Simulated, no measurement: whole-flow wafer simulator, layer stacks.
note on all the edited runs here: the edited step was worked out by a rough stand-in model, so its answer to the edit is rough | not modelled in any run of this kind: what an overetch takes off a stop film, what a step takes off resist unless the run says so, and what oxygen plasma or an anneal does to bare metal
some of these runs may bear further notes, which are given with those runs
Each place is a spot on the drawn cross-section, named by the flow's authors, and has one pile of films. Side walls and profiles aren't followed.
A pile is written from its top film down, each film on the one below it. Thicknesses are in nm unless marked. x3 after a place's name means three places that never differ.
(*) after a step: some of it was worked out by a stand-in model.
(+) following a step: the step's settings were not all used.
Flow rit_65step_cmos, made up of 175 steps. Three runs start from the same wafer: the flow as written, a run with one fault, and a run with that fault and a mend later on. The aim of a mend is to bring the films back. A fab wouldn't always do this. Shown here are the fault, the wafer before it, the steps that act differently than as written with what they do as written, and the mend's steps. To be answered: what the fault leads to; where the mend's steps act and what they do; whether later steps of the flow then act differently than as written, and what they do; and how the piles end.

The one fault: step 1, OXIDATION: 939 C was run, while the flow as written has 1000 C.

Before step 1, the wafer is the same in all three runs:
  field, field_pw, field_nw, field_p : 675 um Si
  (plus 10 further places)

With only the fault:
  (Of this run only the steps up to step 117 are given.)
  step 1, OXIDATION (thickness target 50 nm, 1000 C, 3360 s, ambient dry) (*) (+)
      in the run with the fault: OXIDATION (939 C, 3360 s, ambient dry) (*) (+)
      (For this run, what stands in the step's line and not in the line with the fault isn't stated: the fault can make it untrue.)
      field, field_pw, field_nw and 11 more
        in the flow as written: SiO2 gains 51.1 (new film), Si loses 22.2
        in the run with the fault: SiO2 gains 30.6 (new film), Si loses 13.2
  Steps further on in the flow that do not act as written (36 other steps are not shown; they differ only slightly, by no more than 2% or 0.5 nm, whichever is larger):
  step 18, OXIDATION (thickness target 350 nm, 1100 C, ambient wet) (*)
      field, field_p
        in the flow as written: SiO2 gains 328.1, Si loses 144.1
        in the run with the fault: SiO2 gains 344, Si loses 151
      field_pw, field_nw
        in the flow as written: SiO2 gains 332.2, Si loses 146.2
        in the run with the fault: SiO2 gains 347.9, Si loses 153.1
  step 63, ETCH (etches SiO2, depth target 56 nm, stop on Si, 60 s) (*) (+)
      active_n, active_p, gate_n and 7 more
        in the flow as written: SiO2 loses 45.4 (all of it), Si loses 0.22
        in the run with the fault: SiO2 loses 24.9 (all of it), Si loses 0.64
  After step 117 the piles are close to the flow's at the places that both follow, differing by at most 2% or 0.5 nm, whichever is larger.

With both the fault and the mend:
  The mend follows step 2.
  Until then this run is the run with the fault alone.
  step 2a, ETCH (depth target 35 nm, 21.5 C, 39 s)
      field, field_pw, field_nw and 11 more
        SiO2 loses 30.6 (all of it)
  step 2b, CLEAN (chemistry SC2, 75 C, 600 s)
      field, field_pw, field_nw and 11 more
        chemical SiO2 gains 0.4 (new film), Si loses 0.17
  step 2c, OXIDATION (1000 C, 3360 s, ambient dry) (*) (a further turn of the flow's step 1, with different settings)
      field, field_pw, field_nw and 11 more
        SiO2 gains 51 (new film), chemical SiO2 loses 0.4 (all of it), Si loses 22.3
  Steps further on in the flow that do not act as written (17 other steps are not shown; they differ only slightly, by no more than 2% or 0.5 nm, whichever is larger):
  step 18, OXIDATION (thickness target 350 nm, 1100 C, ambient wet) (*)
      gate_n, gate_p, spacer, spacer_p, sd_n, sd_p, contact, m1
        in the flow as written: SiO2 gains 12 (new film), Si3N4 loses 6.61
        in the run with the mend: SiO2 gains 12 (new film), Si3N4 loses 6.61, SiO2 gains 0.03
  At the end the piles are close to the flow's at the places that both follow, differing by at most 2% or 0.5 nm, whichever is larger.
